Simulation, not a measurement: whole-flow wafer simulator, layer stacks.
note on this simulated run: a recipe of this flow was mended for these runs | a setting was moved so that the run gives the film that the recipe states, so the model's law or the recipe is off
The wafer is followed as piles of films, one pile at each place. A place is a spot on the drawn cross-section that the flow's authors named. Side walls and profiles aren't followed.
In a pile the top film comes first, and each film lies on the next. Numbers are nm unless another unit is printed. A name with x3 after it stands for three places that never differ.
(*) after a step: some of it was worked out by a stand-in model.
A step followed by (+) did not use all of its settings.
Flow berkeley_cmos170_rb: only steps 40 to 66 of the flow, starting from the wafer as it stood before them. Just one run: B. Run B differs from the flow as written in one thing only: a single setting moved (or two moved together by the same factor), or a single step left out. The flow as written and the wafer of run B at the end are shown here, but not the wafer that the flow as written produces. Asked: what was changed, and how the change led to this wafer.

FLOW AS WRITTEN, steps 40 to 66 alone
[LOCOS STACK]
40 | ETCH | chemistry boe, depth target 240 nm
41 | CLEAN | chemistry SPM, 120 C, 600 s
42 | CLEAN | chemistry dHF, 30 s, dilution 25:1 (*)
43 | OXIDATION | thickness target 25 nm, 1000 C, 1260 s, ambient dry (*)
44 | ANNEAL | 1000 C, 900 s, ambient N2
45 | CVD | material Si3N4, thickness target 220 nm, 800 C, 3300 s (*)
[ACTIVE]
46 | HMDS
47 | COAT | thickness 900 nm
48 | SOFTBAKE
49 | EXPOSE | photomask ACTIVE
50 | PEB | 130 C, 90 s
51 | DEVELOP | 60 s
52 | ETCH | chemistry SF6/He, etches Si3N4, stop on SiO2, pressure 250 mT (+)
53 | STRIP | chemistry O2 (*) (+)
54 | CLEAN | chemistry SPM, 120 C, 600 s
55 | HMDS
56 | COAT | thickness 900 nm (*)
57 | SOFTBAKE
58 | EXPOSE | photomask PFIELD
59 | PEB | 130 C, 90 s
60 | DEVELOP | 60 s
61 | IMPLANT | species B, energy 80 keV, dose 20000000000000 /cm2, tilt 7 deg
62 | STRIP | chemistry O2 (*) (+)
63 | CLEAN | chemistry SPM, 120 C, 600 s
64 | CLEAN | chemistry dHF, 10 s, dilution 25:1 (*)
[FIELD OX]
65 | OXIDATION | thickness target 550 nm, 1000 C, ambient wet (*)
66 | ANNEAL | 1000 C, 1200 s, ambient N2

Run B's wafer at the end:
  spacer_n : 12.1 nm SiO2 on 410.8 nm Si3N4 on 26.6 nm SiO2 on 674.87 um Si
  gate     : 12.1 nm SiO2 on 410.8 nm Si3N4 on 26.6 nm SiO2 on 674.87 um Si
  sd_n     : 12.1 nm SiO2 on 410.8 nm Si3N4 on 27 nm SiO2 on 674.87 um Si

What caused this: step 45, CVD: thickness target 418 nm was run, whereas the flow has thickness target 220 nm; step 45, CVD: 6270 s was run, where the flow has 3300 s.

Step by step, how the change led to this:
  45 | CVD | material Si3N4, thickness target 220 nm, 800 C, 3300 s (*)
      field, sd_n, spacer_n and 6 more: Si3N4 gains 418 (new film) (it would be, as written: Si3N4 gains 220 (new film))
  52 | ETCH | chemistry SF6/He, etches Si3N4, stop on SiO2, pressure 250 mT (+)
      sd_n, spacer_n, gate, sd_p, spacer_p, gate_p, contact, m1: KrF-resist loses 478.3 (it would be, as written: KrF-resist loses 263)
      field: Si3N4 loses 418 (all of it), SiO2 loses 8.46 (it would be, as written: Si3N4 loses 220 (all of it), SiO2 loses 8.46)
  53 | STRIP | chemistry O2 (*) (+)
      sd_n, spacer_n, gate, sd_p, spacer_p, gate_p, contact, m1: KrF-resist loses 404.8 (all of it) (it would be, as written: KrF-resist loses 620 (all of it))
  56 | COAT | thickness 900 nm (*)
      field: KrF-resist gains 1019.6 (new film) (it would be, as written: KrF-resist gains 962.5 (new film))
      sd_n: KrF-resist gains 683.4 (new film) (it would be, as written: KrF-resist gains 782.7 (new film))
      (and at 7 other places as well)
  60 | DEVELOP | 60 s
      field: KrF-resist loses 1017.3 (all of it) (it would be, as written: KrF-resist loses 960.3 (all of it))
  62 | STRIP | chemistry O2 (*) (+)
      sd_n: KrF-resist loses 667 (all of it) (it would be, as written: KrF-resist loses 766.1 (all of it))
      spacer_n: KrF-resist loses 733.2 (all of it) (it would be, as written: KrF-resist loses 799.5 (all of it))
      (and at 6 other places as well)
  65 | OXIDATION | thickness target 550 nm, 1000 C, ambient wet (*)
      gate: SiO2 gains 12.1 (new film), Si3N4 loses 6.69 (it would be, as written: SiO2 gains 12.1 (new film), Si3N4 loses 6.69, SiO2 gains 0.05, Si loses 0.05)
      sd_p: SiO2 gains 12.1 (new film), Si3N4 loses 6.69 (it would be, as written: SiO2 gains 12.1 (new film), Si3N4 loses 6.69, SiO2 gains 0.06, Si loses 0.06)
      (and at 1 other place as well)
